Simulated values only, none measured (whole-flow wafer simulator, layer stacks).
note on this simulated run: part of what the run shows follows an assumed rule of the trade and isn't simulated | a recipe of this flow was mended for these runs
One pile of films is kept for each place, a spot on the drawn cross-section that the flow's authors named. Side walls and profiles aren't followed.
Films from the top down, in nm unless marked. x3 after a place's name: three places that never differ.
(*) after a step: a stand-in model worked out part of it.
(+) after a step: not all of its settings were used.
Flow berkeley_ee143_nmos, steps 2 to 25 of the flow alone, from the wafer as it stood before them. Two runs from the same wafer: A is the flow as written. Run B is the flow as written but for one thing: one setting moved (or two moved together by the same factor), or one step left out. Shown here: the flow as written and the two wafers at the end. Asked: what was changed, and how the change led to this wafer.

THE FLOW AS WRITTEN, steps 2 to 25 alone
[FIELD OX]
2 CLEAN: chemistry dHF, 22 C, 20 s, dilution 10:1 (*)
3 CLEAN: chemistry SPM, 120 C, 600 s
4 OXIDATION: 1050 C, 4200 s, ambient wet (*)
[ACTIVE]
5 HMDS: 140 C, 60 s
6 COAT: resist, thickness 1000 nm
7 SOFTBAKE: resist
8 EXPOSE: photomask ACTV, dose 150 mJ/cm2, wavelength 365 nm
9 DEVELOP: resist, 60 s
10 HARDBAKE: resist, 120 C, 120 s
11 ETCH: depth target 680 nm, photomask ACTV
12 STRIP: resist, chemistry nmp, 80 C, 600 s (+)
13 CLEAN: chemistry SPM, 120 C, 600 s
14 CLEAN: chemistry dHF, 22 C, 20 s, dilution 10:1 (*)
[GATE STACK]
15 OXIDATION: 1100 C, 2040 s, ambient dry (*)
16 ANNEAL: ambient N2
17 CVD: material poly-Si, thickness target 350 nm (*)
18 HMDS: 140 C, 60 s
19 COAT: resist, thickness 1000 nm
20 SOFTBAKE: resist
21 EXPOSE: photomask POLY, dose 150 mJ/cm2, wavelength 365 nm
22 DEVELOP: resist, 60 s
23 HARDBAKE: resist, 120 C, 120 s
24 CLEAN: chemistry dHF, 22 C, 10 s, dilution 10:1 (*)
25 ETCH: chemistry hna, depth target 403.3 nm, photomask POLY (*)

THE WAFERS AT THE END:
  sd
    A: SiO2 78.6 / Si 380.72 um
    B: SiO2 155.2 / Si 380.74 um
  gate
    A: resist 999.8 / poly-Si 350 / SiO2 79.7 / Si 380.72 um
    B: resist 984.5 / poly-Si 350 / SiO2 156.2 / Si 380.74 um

The cause: step 11, ETCH: depth target 435 nm was run, where the flow has depth target 680 nm.

How the change led to this, step by step:
  11 ETCH: depth target 680 nm, photomask ACTV
      gate, sd, contact: A SiO2 -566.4 (all of it) | B SiO2 -435
  13 CLEAN: chemistry SPM, 120 C, 600 s
      gate, sd, contact: A chemical SiO2 +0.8 (new film), Si -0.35 | B nothing
  14 CLEAN: chemistry dHF, 22 C, 20 s, dilution 10:1 (*)
      gate, sd, contact: A chemical SiO2 -0.8 (all of it) | B SiO2 -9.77
  15 OXIDATION: 1100 C, 2040 s, ambient dry (*)
      gate, sd, contact: A SiO2 +79.7 (new film), Si -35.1 | B SiO2 +34.6, Si -15.2
  19 COAT: resist, thickness 1000 nm
      field: A resist +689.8 (new film) | B resist +744.8 (new film)
  22 DEVELOP: resist, 60 s
      field: A resist -689.8 (all of it) | B resist -744.8 (all of it)
